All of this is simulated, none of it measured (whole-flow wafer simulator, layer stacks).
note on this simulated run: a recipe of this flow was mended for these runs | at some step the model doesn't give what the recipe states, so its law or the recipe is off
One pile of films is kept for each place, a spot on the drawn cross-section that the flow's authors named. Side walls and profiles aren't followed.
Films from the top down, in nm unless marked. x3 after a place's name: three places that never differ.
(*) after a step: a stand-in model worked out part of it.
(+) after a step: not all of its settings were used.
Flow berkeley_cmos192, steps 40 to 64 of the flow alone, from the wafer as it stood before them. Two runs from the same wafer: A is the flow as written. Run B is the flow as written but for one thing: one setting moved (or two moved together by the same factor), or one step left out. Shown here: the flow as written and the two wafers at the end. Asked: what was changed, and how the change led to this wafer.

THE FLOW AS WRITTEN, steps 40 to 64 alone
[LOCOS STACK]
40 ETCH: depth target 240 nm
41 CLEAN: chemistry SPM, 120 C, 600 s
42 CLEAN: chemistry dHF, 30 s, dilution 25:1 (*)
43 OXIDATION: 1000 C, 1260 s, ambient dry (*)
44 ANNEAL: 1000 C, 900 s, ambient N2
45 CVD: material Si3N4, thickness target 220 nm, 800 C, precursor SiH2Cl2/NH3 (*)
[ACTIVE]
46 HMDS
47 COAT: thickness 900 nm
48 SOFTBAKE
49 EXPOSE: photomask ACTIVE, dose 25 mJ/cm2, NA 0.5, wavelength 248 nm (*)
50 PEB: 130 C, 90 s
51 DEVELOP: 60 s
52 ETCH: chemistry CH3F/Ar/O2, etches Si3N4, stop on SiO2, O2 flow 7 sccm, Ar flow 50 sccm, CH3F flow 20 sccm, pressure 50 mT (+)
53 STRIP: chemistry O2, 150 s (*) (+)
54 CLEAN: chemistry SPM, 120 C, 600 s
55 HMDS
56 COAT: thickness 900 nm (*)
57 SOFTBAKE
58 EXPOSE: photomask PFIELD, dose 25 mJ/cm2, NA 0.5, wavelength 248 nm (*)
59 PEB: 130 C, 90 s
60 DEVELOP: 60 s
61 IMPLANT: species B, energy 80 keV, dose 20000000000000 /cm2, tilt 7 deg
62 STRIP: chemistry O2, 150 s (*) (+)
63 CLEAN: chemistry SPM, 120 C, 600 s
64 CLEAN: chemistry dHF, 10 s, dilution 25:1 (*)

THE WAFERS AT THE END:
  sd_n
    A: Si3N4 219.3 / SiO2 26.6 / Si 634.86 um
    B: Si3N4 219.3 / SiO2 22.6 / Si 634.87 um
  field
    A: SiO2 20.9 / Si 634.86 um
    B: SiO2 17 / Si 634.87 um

The cause: step 43, OXIDATION: 929 s was run, where the flow has 1260 s.

How the change led to this, step by step:
  43 OXIDATION: 1000 C, 1260 s, ambient dry (*)
      field, sd_n, spacer_n and 6 more: A SiO2 +26.6 (new film), Si -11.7 | B SiO2 +22.6 (new film), Si -9.94
